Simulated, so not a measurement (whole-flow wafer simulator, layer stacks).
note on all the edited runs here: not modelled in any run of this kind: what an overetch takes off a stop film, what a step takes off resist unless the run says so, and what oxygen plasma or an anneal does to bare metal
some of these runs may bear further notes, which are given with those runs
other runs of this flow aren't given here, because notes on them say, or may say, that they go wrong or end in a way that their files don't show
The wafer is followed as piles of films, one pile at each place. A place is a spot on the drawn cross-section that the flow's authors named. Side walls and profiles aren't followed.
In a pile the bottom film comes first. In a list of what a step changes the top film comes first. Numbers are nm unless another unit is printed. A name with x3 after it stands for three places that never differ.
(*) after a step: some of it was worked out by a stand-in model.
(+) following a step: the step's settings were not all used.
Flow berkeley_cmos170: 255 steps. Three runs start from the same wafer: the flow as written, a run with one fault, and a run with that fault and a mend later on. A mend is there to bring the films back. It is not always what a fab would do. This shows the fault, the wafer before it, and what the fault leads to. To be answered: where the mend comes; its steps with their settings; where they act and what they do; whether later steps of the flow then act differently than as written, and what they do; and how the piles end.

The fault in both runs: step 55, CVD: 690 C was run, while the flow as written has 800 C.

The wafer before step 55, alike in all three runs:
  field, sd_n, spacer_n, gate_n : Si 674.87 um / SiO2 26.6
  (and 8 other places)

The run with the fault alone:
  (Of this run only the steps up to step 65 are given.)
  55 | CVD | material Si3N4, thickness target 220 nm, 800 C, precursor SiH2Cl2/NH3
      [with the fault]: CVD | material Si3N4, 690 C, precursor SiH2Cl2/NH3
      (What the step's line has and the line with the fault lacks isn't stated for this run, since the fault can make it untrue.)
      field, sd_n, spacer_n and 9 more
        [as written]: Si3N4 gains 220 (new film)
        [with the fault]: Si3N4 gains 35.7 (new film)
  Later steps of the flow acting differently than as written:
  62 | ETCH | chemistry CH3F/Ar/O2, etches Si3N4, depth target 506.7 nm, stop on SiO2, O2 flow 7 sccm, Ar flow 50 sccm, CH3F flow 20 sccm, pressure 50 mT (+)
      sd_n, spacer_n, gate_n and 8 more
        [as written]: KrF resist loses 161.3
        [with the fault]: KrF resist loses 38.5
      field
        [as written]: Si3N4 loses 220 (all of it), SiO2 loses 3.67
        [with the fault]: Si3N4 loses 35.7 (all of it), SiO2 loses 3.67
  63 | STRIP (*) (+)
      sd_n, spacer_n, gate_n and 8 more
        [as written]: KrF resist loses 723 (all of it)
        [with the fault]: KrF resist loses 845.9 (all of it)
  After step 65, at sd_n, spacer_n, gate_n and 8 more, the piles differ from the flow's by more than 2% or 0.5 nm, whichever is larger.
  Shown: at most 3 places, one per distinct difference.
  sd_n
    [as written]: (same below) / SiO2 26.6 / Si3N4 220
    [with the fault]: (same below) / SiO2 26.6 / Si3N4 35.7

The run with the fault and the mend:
  After step 55 comes the mend.
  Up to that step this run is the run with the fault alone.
  55a | CVD | material Si3N4, thickness target 184 nm, 800 C, precursor SiH2Cl2/NH3 (a further turn of the flow's step 55, with different settings)
      field, sd_n, spacer_n and 9 more
        Si3N4 gains 184
  Later steps of the flow that are run all act as written at every place that is followed, up to a difference of at most 2% or 0.5 nm, whichever is larger.
  The piles end the same as the flow's at every place that both follow.
